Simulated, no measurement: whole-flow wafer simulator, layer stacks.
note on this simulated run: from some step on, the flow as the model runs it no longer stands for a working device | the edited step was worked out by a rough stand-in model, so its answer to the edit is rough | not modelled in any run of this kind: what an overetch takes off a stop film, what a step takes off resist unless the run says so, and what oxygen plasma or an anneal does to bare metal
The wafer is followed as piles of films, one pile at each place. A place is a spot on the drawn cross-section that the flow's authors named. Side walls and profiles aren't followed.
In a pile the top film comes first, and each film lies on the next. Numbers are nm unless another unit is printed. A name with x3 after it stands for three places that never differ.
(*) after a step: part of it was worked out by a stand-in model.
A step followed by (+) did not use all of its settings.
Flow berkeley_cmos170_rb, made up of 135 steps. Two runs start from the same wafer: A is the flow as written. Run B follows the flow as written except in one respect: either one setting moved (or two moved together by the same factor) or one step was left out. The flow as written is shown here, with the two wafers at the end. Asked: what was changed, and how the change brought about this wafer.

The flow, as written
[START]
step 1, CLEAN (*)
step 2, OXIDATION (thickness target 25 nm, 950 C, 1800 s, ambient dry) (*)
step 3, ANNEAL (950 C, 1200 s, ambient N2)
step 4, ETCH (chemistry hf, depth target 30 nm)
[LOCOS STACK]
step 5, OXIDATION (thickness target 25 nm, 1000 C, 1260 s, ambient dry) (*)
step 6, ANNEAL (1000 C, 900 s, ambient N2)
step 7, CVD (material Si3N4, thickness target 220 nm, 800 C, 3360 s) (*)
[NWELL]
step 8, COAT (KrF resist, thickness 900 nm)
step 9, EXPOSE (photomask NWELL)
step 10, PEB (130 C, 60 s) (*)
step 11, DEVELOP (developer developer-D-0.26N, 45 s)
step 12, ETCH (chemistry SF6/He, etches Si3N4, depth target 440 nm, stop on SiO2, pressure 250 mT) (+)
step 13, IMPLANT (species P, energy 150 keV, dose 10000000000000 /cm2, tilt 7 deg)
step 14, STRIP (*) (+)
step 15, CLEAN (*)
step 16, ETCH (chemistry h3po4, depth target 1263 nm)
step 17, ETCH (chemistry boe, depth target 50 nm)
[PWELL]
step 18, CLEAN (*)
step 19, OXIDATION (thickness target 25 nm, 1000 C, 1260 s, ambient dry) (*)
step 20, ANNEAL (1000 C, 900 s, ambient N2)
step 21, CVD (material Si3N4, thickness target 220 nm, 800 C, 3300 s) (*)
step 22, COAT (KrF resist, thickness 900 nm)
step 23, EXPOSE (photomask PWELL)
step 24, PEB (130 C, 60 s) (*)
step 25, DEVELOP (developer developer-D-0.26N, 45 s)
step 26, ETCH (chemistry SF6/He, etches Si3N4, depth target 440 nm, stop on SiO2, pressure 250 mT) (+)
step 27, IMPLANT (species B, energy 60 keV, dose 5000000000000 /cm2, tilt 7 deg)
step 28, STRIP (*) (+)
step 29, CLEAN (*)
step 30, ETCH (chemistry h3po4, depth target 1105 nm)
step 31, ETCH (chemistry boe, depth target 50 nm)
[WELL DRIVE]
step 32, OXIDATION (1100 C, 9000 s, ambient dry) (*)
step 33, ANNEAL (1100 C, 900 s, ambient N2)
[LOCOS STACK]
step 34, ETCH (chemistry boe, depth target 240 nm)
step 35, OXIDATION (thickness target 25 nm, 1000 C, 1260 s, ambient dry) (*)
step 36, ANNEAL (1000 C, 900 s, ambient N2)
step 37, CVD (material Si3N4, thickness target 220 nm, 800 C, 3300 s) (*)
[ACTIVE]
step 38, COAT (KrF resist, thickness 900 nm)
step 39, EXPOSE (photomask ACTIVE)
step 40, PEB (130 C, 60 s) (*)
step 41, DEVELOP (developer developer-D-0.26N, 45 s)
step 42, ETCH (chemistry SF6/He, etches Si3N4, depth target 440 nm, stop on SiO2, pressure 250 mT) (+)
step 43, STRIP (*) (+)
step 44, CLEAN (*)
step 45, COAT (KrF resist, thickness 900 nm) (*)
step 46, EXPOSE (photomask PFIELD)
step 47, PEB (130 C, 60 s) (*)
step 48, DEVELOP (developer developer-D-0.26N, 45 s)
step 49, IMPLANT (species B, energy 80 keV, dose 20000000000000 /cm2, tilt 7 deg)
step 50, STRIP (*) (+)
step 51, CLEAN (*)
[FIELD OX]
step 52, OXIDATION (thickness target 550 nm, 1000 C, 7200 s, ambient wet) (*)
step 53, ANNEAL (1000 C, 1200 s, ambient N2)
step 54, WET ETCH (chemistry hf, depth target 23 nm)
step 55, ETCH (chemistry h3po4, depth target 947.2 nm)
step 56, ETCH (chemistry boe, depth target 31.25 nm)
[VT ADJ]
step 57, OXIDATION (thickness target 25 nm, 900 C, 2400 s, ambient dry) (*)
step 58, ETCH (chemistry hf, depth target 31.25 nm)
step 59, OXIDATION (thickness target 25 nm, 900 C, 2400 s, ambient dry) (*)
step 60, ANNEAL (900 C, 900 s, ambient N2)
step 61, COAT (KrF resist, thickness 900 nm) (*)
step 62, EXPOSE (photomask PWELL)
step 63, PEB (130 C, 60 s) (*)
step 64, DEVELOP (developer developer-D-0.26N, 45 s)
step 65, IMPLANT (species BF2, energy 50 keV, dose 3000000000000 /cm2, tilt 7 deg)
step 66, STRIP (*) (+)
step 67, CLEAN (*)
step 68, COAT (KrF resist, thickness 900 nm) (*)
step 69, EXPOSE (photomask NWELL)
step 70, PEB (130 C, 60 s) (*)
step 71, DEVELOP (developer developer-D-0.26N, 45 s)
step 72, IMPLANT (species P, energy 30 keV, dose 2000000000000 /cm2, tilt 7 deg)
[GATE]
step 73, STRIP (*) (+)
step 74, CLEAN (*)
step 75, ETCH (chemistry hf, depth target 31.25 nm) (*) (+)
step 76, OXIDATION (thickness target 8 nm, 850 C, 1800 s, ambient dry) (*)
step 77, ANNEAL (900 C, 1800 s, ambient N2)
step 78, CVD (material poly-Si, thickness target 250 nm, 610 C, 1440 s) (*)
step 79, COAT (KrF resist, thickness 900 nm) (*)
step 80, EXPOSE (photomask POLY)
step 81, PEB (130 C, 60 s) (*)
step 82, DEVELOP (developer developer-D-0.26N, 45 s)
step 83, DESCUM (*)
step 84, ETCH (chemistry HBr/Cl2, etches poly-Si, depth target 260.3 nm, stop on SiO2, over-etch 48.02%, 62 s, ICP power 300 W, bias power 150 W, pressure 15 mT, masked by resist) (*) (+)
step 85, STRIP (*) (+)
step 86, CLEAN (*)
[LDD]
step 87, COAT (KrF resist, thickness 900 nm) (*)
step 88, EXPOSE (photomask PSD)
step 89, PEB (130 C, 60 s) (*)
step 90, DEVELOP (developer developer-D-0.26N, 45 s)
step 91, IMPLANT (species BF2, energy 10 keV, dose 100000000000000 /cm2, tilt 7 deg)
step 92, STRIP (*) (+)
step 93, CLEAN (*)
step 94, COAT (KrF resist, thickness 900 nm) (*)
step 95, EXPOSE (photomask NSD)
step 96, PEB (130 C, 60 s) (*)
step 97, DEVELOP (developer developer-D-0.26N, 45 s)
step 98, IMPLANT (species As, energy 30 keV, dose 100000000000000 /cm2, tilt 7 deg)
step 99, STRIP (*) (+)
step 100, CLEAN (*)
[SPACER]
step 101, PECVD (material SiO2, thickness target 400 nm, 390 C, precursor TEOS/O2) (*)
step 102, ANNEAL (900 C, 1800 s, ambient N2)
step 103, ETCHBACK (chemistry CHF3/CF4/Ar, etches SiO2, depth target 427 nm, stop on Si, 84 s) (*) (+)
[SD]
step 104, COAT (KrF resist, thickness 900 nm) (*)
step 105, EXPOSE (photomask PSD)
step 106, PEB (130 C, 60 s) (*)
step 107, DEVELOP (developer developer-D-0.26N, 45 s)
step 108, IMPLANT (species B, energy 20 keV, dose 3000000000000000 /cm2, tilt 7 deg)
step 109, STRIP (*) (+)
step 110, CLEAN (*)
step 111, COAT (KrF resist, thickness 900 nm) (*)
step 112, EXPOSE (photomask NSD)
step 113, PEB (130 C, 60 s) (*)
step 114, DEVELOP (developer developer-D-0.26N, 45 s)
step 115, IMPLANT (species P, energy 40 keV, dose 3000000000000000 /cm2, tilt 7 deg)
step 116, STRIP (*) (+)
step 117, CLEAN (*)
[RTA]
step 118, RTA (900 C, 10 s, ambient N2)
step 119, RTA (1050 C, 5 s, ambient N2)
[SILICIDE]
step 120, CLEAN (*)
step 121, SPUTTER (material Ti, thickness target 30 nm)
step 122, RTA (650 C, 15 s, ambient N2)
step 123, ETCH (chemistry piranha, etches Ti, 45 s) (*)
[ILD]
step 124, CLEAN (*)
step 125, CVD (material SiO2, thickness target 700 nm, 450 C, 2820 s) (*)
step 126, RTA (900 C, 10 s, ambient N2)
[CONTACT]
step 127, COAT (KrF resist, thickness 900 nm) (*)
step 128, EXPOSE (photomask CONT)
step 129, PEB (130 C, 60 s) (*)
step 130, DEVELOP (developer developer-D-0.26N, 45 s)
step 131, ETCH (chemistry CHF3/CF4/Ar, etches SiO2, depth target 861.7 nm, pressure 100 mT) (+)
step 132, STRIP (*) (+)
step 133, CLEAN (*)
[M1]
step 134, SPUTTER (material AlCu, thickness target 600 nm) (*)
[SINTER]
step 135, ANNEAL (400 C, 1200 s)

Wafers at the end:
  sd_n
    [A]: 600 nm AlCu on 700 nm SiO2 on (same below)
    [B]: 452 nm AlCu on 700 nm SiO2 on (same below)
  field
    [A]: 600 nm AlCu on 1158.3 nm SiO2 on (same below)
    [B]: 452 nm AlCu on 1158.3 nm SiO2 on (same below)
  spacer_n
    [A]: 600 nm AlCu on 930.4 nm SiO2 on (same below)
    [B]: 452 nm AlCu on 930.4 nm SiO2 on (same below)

Cause: step 134, SPUTTER: thickness target 452 nm was run, though the flow has thickness target 600 nm.
The wafer itself shows it: sd_n has AlCu 452, and step 134 as written asks for 600 nm.

The path from the change to this, step by step:
  step 134, SPUTTER (material AlCu, thickness target 600 nm) (*)
      field, sd_n, spacer_n, gate, spacer_p, gate_p, m1: A AlCu gains 600 (new film) | B AlCu gains 452 (new film)
      sd_p: A AlCu gains 545.9 (new film) | B AlCu gains 406.2 (new film)
      (and at 1 other place as well)
